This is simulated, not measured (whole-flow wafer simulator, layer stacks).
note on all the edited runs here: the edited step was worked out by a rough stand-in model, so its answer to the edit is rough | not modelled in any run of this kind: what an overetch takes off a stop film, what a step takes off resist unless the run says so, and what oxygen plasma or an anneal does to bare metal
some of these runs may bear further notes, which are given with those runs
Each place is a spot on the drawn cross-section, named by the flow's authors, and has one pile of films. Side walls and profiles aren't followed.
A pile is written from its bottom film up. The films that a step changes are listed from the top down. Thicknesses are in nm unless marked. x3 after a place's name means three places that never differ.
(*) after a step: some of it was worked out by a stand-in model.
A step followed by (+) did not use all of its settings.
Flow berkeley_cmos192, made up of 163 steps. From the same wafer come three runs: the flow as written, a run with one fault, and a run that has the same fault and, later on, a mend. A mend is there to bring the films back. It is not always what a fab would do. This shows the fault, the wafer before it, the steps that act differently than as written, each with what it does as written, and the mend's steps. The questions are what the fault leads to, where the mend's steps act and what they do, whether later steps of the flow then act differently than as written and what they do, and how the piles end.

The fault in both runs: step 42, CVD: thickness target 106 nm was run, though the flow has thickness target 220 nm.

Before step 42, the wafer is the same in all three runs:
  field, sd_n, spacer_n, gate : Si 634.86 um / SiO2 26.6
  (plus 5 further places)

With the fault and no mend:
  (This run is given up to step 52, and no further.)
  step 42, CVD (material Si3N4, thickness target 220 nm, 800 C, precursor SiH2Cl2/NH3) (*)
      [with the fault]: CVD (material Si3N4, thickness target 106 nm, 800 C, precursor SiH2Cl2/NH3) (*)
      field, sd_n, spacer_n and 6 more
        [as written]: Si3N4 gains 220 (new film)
        [with the fault]: Si3N4 gains 106 (new film)
  Steps later in the flow that act otherwise than as written:
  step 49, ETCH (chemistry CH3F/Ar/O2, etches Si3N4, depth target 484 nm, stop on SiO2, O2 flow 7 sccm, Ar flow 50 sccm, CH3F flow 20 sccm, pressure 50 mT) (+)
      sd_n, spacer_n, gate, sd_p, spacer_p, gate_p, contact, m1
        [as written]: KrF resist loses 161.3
        [with the fault]: KrF resist loses 85.3
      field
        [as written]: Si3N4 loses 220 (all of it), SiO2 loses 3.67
        [with the fault]: Si3N4 loses 106 (all of it), SiO2 loses 3.67
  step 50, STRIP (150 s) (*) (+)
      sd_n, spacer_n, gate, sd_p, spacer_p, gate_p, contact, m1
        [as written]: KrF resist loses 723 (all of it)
        [with the fault]: KrF resist loses 799 (all of it)
  After step 52, at sd_n, spacer_n, gate, sd_p, spacer_p, gate_p, contact, m1, the piles differ from the flow's by more than 2% or 0.5 nm, whichever is larger.
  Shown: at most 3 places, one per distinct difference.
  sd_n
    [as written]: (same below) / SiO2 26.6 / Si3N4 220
    [with the fault]: (same below) / SiO2 26.6 / Si3N4 106

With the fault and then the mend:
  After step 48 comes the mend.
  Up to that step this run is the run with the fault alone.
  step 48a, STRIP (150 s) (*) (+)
      sd_n, spacer_n, gate, sd_p, spacer_p, gate_p, contact, m1
        KrF resist loses 884.4 (all of it)
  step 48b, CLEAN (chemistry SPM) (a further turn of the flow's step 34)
      leaves every film unchanged at each place that is followed
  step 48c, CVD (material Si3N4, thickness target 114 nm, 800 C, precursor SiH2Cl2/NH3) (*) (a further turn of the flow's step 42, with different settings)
      field, sd_n, spacer_n and 6 more
        Si3N4 gains 114
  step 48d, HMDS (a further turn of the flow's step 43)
      leaves every film unchanged at each place that is followed
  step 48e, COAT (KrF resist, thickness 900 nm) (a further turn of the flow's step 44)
      field, sd_n, spacer_n and 6 more
        KrF resist gains 900 (new film)
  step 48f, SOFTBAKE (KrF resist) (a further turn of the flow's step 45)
      leaves every film unchanged at each place that is followed
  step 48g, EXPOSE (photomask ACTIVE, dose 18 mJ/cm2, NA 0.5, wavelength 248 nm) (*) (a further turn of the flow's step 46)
      leaves every film unchanged at each place that is followed
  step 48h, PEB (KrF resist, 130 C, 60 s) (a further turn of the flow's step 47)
      field, sd_n, spacer_n and 6 more
        KrF resist loses 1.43
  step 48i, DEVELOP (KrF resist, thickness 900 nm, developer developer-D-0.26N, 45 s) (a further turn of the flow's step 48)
      sd_n, spacer_n, gate, sd_p, spacer_p, gate_p, contact, m1
        KrF resist loses 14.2
      field
        KrF resist loses 898.6 (all of it)
  Every later step of the flow that is run acts as written at every place that is followed.
  By the end, the piles equal the flow's at every place that both follow.
